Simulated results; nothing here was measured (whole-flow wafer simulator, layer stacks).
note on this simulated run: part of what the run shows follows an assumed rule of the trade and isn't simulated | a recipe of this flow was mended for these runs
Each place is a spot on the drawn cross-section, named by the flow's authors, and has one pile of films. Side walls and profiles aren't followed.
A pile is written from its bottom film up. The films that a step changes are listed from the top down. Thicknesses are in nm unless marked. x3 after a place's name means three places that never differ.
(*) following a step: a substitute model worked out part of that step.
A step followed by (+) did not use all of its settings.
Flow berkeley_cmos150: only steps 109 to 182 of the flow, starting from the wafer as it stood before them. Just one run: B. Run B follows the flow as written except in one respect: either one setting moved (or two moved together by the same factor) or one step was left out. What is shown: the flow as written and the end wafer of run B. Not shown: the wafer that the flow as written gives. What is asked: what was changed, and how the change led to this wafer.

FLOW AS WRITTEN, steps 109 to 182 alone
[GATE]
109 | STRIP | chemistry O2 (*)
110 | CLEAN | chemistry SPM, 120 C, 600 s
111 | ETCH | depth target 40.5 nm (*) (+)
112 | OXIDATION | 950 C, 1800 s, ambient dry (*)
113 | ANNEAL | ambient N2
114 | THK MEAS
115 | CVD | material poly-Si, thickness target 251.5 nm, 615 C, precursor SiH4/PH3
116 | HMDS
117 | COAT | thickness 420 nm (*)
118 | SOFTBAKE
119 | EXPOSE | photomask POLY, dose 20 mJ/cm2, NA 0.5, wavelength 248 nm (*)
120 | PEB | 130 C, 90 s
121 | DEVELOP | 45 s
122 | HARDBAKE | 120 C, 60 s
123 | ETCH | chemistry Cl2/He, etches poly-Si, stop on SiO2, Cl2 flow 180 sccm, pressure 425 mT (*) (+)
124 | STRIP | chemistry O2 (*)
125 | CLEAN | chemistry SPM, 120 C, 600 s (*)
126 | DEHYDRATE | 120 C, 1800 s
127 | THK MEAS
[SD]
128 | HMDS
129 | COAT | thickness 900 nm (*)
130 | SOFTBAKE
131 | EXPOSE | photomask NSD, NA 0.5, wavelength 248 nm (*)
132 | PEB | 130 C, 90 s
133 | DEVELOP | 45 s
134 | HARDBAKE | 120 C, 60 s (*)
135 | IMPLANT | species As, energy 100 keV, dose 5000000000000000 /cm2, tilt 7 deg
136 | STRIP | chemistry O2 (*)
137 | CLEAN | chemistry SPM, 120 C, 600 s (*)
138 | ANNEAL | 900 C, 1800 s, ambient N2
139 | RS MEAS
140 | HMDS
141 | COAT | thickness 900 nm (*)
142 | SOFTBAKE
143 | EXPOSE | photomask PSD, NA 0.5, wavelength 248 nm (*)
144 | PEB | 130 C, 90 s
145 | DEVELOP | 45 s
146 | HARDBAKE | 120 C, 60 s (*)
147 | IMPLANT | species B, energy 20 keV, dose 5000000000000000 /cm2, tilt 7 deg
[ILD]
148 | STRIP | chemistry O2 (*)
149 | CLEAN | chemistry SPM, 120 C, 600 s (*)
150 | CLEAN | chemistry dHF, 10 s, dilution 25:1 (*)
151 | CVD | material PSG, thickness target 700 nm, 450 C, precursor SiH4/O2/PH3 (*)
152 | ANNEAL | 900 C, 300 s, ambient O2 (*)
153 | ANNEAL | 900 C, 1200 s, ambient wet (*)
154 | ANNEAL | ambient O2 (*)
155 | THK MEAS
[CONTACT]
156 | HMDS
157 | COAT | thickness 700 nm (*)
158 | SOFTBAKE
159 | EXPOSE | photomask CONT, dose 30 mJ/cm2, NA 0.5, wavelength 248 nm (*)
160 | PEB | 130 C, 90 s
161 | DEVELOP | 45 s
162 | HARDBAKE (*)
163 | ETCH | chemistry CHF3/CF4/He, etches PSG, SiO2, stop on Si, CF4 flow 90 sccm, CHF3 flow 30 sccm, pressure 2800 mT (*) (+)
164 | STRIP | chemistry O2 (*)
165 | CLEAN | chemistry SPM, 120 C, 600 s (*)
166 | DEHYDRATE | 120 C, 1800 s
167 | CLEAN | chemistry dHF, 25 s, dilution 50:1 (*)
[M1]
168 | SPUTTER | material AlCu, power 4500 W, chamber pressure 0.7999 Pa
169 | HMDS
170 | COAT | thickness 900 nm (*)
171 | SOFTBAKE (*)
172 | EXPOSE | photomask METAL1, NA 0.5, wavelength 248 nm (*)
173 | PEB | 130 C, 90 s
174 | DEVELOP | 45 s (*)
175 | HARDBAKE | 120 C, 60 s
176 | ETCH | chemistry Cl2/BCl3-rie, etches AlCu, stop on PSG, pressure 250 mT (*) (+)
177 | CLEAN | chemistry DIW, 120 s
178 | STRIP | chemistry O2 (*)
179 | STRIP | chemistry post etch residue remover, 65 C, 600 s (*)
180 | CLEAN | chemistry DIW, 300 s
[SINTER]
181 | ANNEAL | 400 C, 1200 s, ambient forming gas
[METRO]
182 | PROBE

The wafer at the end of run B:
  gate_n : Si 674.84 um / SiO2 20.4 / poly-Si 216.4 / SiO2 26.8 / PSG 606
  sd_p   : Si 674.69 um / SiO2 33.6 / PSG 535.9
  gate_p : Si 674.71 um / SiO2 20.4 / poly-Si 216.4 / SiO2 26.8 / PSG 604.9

What caused this: step 115, CVD: thickness target 228.9 nm was run, while the flow as written has thickness target 251.5 nm.

Step by step, how the change led to this:
  115 | CVD | material poly-Si, thickness target 251.5 nm, 615 C, precursor SiH4/PH3
      field, field_p, sd_n, gate_n, sd_p, gate_p, contact, m1: +228.9 poly-Si (new film) (in the flow as written it would be: +251.5 poly-Si (new film))
  123 | ETCH | chemistry Cl2/He, etches poly-Si, stop on SiO2, Cl2 flow 180 sccm, pressure 425 mT (*) (+)
      field, field_p, sd_n, sd_p, contact, m1: -228.9 poly-Si (all of it), -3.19 SiO2 (in the flow as written it would be: -251.5 poly-Si (all of it), -3.19 SiO2)
      gate_n, gate_p: -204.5 KrF-resist (in the flow as written it would be: -220.6 KrF-resist)
  124 | STRIP | chemistry O2 (*)
      gate_n: +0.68 chemical SiO2 (new film), -191.5 KrF-resist (all of it), -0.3 poly-Si (in the flow as written it would be: +0.69 chemical SiO2 (new film), -176.1 KrF-resist (all of it), -0.3 poly-Si)
      gate_p: +0.68 chemical SiO2 (new film), -228.6 KrF-resist (all of it), -0.3 poly-Si (in the flow as written it would be: +0.69 chemical SiO2 (new film), -213.2 KrF-resist (all of it), -0.3 poly-Si)
  164 | STRIP | chemistry O2 (*)
      gate_n: -341.1 KrF-resist (all of it) (in the flow as written it would be: -331.2 KrF-resist (all of it))
      gate_p: -385.5 KrF-resist (all of it) (in the flow as written it would be: -375.7 KrF-resist (all of it))
  168 | SPUTTER | material AlCu, power 4500 W, chamber pressure 0.7999 Pa
      sd_p: +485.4 AlCu (new film) (in the flow as written it would be: +471.4 AlCu (new film))
  176 | ETCH | chemistry Cl2/BCl3-rie, etches AlCu, stop on PSG, pressure 250 mT (*) (+)
      sd_p: -475.4 AlCu (all of it), -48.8 PSG (in the flow as written it would be: -461.4 AlCu (all of it), -50.6 PSG)
      gate_p: -607.8 AlCu (all of it), -32.3 PSG (in the flow as written it would be: -616.1 AlCu (all of it), -31.2 PSG)
